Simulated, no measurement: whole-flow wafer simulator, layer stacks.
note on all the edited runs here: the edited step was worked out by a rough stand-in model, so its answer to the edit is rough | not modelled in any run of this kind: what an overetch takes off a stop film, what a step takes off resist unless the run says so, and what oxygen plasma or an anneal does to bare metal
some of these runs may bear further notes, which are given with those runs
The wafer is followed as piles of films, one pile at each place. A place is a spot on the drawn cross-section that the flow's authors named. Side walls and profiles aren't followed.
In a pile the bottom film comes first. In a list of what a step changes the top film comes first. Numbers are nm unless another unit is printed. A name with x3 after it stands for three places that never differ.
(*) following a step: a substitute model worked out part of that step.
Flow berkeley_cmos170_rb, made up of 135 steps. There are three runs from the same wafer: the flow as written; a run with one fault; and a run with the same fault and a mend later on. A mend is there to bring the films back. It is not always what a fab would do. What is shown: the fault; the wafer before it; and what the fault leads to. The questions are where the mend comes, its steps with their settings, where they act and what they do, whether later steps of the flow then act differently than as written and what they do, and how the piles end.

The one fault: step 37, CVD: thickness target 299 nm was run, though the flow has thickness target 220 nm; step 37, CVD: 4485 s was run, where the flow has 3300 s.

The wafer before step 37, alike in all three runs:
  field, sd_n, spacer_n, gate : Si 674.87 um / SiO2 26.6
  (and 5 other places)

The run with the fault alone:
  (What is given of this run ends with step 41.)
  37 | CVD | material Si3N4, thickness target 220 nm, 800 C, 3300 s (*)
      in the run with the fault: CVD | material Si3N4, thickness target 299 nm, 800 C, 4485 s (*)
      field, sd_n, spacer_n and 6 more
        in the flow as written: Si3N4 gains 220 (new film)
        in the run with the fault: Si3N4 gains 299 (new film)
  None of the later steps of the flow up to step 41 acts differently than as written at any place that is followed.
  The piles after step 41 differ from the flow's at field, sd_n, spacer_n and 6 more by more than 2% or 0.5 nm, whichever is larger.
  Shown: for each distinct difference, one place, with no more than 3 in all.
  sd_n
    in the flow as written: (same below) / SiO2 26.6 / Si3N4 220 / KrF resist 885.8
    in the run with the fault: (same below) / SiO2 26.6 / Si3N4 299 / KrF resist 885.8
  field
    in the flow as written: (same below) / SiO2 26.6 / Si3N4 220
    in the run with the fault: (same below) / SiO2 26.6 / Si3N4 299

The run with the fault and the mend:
  After step 37 comes the mend.
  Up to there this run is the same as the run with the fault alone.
  37a | ETCH | chemistry h3po4, depth target 343.7 nm (a further turn of the flow's step 30, with different settings)
      field, sd_n, spacer_n and 6 more
        Si3N4 loses 299 (all of it)
  37b | CLEAN (*)
      does not change any film at any place that is followed
  37c | CVD | material Si3N4, thickness target 220 nm, 800 C, 3300 s (*) (a further turn of the flow's step 37)
      field, sd_n, spacer_n and 6 more
        Si3N4 gains 220 (new film)
  None of the later steps of the flow acts differently than as written at any place that is followed.
  By the end, the piles equal the flow's at every place that both follow.
